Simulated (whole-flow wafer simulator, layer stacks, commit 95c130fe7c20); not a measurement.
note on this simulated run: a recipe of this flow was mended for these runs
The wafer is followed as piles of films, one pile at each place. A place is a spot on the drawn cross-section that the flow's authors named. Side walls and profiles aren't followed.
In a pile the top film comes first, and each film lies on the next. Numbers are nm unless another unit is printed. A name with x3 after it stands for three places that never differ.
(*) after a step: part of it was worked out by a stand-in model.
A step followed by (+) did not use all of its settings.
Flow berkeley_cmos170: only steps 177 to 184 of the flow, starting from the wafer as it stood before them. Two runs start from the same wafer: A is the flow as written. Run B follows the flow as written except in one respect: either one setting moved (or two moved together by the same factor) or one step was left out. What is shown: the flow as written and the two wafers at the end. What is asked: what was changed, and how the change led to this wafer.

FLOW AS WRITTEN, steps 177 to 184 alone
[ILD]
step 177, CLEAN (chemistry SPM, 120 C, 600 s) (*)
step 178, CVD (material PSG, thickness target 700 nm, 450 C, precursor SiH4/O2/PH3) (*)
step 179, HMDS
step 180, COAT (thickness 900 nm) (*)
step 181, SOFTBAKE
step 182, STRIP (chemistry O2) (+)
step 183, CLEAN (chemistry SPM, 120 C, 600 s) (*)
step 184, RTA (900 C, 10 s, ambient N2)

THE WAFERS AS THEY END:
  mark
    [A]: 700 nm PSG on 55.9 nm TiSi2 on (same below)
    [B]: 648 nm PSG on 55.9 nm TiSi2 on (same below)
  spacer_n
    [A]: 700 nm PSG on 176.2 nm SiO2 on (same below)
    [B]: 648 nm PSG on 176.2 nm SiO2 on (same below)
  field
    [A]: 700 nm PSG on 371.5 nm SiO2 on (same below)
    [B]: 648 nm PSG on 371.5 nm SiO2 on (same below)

The reason: step 178, CVD: thickness target 648 nm was run, though the flow has thickness target 700 nm.
The wafer lets one read it off: mark has PSG 648, and step 178 as written asks for 700 nm.

Step by step, how the change led to this:
  step 178, CVD (material PSG, thickness target 700 nm, 450 C, precursor SiH4/O2/PH3) (*)
      field, mark, sd_n and 10 more: A PSG gains 700 (new film) | B PSG gains 648 (new film)
